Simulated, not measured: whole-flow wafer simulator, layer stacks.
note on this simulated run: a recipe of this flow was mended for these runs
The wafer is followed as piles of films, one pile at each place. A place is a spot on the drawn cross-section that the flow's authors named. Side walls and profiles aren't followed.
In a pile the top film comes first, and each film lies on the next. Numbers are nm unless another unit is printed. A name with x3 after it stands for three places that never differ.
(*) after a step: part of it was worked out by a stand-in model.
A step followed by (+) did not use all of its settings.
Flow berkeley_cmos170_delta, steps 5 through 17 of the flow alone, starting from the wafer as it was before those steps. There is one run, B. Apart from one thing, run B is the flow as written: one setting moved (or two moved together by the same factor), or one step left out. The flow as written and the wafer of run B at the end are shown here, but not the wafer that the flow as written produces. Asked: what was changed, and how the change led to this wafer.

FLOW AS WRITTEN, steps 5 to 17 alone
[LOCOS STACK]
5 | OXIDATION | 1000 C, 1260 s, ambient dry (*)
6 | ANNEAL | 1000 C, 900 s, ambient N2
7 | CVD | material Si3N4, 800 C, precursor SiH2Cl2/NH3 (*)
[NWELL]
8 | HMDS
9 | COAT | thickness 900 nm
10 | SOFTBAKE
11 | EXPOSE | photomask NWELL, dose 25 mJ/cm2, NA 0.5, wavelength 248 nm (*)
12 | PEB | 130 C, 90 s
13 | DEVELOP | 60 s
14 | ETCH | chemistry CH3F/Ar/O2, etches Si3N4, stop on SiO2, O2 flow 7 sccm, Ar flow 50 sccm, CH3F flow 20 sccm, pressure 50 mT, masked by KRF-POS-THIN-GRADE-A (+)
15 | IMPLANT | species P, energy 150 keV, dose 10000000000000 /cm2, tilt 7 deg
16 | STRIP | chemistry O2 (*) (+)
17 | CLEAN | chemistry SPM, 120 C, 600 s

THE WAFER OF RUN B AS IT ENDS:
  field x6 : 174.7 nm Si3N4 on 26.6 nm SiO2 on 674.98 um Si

The reason: step 7, CVD: 780 C was run, while the flow as written has 800 C.

How this came from the change, step by step:
  7 | CVD | material Si3N4, 800 C, precursor SiH2Cl2/NH3 (*)
      field x6, sd_p x3: +174.7 Si3N4 (new film) (in the flow as written it would be: +233.4 Si3N4 (new film))
  14 | ETCH | chemistry CH3F/Ar/O2, etches Si3N4, stop on SiO2, O2 flow 7 sccm, Ar flow 50 sccm, CH3F flow 20 sccm, pressure 50 mT, masked by KRF-POS-THIN-GRADE-A (+)
      field x6: -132 KrF-resist (in the flow as written it would be: -171.2 KrF-resist)
      sd_p x3: -174.7 Si3N4 (all of it), -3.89 SiO2 (in the flow as written it would be: -233.4 Si3N4 (all of it), -3.89 SiO2)
  16 | STRIP | chemistry O2 (*) (+)
      field x6: -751 KrF-resist (all of it) (in the flow as written it would be: -711.9 KrF-resist (all of it))
